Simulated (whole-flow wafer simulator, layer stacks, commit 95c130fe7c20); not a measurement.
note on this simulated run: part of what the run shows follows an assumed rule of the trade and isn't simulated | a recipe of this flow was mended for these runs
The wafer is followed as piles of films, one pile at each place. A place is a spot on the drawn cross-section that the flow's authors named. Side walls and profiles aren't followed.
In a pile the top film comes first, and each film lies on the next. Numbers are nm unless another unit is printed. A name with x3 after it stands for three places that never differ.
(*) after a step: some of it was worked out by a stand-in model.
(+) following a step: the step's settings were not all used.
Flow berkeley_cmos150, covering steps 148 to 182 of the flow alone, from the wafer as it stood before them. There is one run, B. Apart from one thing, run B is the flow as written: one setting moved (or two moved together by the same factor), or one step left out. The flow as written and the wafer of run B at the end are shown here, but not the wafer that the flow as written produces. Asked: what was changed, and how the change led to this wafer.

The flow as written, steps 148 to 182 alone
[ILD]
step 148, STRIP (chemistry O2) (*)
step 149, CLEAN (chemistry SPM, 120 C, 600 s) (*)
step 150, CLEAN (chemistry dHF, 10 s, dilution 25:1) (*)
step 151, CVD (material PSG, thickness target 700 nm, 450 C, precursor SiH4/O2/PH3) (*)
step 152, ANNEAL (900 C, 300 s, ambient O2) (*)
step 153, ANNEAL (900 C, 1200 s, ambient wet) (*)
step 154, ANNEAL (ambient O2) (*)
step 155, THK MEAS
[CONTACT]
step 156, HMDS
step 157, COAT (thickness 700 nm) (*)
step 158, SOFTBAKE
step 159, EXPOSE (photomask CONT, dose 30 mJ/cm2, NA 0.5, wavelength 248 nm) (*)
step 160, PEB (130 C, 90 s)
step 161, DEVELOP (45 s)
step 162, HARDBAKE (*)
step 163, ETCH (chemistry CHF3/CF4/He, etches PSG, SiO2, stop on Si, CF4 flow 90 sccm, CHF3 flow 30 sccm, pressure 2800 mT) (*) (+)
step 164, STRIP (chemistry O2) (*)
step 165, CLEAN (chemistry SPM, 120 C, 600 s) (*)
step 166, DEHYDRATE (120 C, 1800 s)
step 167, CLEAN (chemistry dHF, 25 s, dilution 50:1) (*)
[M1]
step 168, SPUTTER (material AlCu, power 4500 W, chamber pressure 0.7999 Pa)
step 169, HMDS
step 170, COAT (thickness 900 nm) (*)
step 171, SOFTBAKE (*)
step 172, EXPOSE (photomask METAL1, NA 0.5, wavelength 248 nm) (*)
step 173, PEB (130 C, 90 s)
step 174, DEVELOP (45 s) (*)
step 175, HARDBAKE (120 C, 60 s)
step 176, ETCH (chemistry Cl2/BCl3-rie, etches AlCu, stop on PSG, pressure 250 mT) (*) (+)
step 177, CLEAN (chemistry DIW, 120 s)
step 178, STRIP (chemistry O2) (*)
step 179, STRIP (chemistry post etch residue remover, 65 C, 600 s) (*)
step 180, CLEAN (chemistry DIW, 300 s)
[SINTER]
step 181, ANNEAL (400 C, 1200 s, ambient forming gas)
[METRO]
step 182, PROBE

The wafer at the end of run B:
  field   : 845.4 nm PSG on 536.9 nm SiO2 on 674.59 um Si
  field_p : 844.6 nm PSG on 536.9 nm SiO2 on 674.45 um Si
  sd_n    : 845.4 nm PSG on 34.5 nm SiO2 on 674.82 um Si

What caused this: step 151, CVD: thickness target 952 nm was run, while the flow as written has thickness target 700 nm.

Step by step, how the change led to this:
  step 151, CVD (material PSG, thickness target 700 nm, 450 C, precursor SiH4/O2/PH3) (*)
      field, field_p, sd_n, gate_n, gate_p, contact, m1: +952 PSG (new film) (it would be, as written: +700 PSG (new film))
      sd_p: +927.6 PSG (new film) (it would be, as written: +639.5 PSG (new film))
  step 153, ANNEAL (900 C, 1200 s, ambient wet) (*)
      sd_n, contact, m1: -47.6 PSG, +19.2 SiO2, -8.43 Si (it would be, as written: -35 PSG, +22.8 SiO2, -10 Si)
      field, field_p: -47.6 PSG, +14.3 SiO2, -6.3 Si (it would be, as written: -35 PSG, +16.3 SiO2, -7.15 Si)
      (also at 3 further places)
  step 157, COAT (thickness 700 nm) (*)
      sd_p: +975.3 KrF-resist (new film) (it would be, as written: +1000.3 KrF-resist (new film))
  step 163, ETCH (chemistry CHF3/CF4/He, etches PSG, SiO2, stop on Si, CF4 flow 90 sccm, CHF3 flow 30 sccm, pressure 2800 mT) (*) (+)
      field, field_p, sd_n, gate_n, sd_p, gate_p, m1: -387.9 KrF-resist (it would be, as written: -303.7 KrF-resist)
      contact: -904.4 PSG (all of it), -34.5 SiO2 (all of it), -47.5 Si (it would be, as written: -665 PSG (all of it), -38.1 SiO2 (all of it), -47.5 Si)
  step 164, STRIP (chemistry O2) (*)
      field: -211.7 KrF-resist (all of it) (it would be, as written: -294.5 KrF-resist (all of it))
      field_p: -316.9 KrF-resist (all of it) (it would be, as written: -397.1 KrF-resist (all of it))
      (also at 5 further places)
  step 168, SPUTTER (material AlCu, power 4500 W, chamber pressure 0.7999 Pa)
      sd_p: +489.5 AlCu (new film) (it would be, as written: +471.4 AlCu (new film))
      contact: +392.1 AlCu (new film) (it would be, as written: +443.6 AlCu (new film))
  step 170, COAT (thickness 900 nm) (*)
      field: +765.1 thick-KrF-resist (new film) (it would be, as written: +782.6 thick-KrF-resist (new film))
      sd_p: +1346.9 thick-KrF-resist (new film) (it would be, as written: +1400.4 thick-KrF-resist (new film))
      (also at 2 further places)
  step 173, PEB (130 C, 90 s)
      contact: -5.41 thick-KrF-resist (it would be, as written: -4.56 thick-KrF-resist)
  step 174, DEVELOP (45 s) (*)
      field: -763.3 thick-KrF-resist (all of it), -10 AlCu (it would be, as written: -780.8 thick-KrF-resist (all of it), -10 AlCu)
      sd_p: -1343.5 thick-KrF-resist (all of it), -10 AlCu (it would be, as written: -1396.9 thick-KrF-resist (all of it), -10 AlCu)
  step 175, HARDBAKE (120 C, 60 s)
      contact: -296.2 thick-KrF-resist (it would be, as written: -263.1 thick-KrF-resist)
      m1: -144.4 thick-KrF-resist (it would be, as written: -148.2 thick-KrF-resist)
  step 176, ETCH (chemistry Cl2/BCl3-rie, etches AlCu, stop on PSG, pressure 250 mT) (*) (+)
      sd_p: -479.5 AlCu (all of it), -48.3 PSG (it would be, as written: -461.4 AlCu (all of it), -50.6 PSG)
      gate_p: -609.8 AlCu (all of it), -32 PSG (it would be, as written: -616.1 AlCu (all of it), -31.2 PSG)
  step 178, STRIP (chemistry O2) (*)
      contact: -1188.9 thick-KrF-resist (all of it) (it would be, as written: -1006.2 thick-KrF-resist (all of it))
      m1: -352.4 thick-KrF-resist (all of it) (it would be, as written: -373.8 thick-KrF-resist (all of it))
